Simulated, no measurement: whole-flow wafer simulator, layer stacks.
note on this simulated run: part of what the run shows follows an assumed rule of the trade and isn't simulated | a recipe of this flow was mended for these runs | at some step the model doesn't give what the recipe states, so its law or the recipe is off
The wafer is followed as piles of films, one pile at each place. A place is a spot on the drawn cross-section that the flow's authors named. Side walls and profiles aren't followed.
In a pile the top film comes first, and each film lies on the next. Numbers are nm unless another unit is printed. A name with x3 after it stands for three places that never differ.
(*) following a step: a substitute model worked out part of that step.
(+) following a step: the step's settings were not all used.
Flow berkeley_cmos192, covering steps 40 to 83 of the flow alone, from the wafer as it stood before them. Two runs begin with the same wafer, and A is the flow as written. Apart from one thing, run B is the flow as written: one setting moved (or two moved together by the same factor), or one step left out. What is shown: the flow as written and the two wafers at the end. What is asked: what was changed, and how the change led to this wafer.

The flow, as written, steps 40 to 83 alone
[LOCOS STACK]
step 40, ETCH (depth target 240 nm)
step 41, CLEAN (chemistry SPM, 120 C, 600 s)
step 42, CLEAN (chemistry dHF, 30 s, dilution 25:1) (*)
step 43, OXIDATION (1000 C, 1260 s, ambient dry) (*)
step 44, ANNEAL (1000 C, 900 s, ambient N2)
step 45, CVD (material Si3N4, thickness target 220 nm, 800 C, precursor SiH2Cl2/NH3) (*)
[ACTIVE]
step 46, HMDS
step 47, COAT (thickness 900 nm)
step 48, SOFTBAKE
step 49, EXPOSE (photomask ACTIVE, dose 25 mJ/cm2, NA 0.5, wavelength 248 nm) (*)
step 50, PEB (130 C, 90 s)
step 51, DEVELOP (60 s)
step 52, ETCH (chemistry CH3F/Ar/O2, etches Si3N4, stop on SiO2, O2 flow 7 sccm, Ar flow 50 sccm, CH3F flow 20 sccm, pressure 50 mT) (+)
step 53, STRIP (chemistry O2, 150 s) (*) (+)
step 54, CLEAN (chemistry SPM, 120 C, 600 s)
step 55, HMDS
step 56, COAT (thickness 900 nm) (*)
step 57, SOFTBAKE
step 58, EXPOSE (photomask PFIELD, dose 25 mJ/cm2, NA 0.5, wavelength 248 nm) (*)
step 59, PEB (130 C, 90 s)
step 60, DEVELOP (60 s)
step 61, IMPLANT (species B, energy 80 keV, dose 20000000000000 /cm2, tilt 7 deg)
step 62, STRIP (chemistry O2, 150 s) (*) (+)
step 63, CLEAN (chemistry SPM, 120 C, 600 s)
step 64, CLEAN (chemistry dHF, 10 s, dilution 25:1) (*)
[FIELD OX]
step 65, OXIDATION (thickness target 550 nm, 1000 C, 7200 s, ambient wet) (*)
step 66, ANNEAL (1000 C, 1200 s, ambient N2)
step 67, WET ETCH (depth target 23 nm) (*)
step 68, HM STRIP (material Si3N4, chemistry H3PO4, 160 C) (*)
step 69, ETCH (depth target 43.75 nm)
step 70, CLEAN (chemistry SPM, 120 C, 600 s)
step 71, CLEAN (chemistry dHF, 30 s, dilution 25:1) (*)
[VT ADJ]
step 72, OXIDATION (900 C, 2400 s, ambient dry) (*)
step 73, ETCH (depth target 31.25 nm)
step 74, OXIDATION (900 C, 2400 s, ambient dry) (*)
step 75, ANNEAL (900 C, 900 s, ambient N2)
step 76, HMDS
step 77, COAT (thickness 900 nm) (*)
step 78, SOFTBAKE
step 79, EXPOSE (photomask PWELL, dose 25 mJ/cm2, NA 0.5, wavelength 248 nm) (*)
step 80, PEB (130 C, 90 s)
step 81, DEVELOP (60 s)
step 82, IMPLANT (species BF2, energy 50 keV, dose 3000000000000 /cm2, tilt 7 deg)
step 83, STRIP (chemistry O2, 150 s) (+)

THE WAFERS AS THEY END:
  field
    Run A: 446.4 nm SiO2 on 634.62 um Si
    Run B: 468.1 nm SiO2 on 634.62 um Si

The reason: step 69, ETCH: depth target 21.88 nm was run, though the flow has depth target 43.75 nm.

Step by step, how the change led to this:
  step 69, ETCH (depth target 43.75 nm)
      field: A SiO2 loses 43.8 | B SiO2 loses 21.9
